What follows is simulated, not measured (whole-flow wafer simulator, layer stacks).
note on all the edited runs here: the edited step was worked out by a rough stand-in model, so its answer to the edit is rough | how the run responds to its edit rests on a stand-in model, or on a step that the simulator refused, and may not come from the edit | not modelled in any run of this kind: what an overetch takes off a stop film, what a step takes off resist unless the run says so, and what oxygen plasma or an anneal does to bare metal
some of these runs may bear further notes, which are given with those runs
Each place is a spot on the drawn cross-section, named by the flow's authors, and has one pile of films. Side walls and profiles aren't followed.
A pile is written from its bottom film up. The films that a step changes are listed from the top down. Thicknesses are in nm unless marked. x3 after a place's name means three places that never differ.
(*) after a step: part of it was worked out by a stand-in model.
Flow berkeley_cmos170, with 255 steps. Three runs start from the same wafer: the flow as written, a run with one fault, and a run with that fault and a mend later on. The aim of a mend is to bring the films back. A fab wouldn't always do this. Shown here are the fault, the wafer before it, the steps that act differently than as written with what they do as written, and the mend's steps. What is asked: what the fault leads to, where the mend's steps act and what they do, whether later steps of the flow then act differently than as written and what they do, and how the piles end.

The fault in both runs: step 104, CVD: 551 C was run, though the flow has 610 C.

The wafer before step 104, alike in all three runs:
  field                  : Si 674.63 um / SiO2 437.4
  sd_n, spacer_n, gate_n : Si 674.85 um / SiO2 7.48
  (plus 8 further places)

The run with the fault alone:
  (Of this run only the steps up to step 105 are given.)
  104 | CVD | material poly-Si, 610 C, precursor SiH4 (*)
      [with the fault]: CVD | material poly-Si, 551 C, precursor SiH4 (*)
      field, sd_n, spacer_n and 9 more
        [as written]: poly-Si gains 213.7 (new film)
        [with the fault]: poly-Si gains 54.6 (new film)
  None of the later steps of the flow up to step 105 acts differently than as written at any place that is followed.
  Once step 105 is done, the piles at field, sd_n, spacer_n and 9 more depart from the flow's by more than 2% or 0.5 nm, whichever is larger.
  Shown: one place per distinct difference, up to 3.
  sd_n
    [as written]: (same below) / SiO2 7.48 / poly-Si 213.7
    [with the fault]: (same below) / SiO2 7.48 / poly-Si 54.6
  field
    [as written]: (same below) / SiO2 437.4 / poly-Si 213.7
    [with the fault]: (same below) / SiO2 437.4 / poly-Si 54.6

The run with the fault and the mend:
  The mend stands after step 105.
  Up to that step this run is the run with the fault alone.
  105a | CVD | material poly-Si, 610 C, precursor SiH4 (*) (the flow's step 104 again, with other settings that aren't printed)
      field, sd_n, spacer_n and 9 more
        poly-Si gains 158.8
  None of the later steps of the flow differs from how it acts as written, at any place that is followed, by more than 2% or 0.5 nm, whichever is larger.
  At the end the piles are close to the flow's at the places that both follow, differing by at most 2% or 0.5 nm, whichever is larger.
